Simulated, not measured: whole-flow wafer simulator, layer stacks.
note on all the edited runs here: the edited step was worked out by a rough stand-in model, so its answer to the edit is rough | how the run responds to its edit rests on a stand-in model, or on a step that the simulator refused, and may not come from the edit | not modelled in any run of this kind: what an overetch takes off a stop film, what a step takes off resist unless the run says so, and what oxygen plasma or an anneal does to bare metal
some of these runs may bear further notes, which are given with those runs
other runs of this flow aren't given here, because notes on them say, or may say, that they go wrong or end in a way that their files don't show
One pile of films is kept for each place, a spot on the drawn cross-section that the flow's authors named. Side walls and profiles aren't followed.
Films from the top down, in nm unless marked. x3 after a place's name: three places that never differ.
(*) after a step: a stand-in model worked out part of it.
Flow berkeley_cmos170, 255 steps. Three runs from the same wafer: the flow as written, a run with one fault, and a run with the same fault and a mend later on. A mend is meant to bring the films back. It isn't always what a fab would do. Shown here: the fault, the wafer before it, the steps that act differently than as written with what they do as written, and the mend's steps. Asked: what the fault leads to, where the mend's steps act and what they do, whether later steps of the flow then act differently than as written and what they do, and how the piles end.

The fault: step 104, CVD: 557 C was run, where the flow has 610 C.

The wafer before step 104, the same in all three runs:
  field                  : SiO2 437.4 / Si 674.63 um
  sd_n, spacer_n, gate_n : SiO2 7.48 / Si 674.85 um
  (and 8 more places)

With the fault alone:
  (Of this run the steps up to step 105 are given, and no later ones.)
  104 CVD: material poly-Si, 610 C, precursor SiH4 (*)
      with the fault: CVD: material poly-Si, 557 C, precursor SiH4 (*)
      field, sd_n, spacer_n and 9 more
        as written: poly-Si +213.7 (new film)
        with the fault: poly-Si +63.9 (new film)
  No later step of the flow up to step 105 acts differently than as written at any place that is followed.
  After step 105 the piles differ from the flow's by more than 2% or 0.5 nm, whichever is larger, at field, sd_n, spacer_n and 9 more.
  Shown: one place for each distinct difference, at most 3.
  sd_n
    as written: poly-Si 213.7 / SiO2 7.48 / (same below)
    with the fault: poly-Si 63.9 / SiO2 7.48 / (same below)
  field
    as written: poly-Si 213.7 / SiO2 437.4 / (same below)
    with the fault: poly-Si 63.9 / SiO2 437.4 / (same below)

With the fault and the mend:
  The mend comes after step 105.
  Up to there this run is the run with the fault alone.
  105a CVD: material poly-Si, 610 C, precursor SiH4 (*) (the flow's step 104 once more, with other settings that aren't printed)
      field, sd_n, spacer_n and 9 more
        poly-Si +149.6
  No later step of the flow acts differently than as written, at any place that is followed, by more than 2% or 0.5 nm, whichever is larger.
  At the end the piles differ from the flow's only slightly at the places that both follow, by at most 2% or 0.5 nm, whichever is larger.
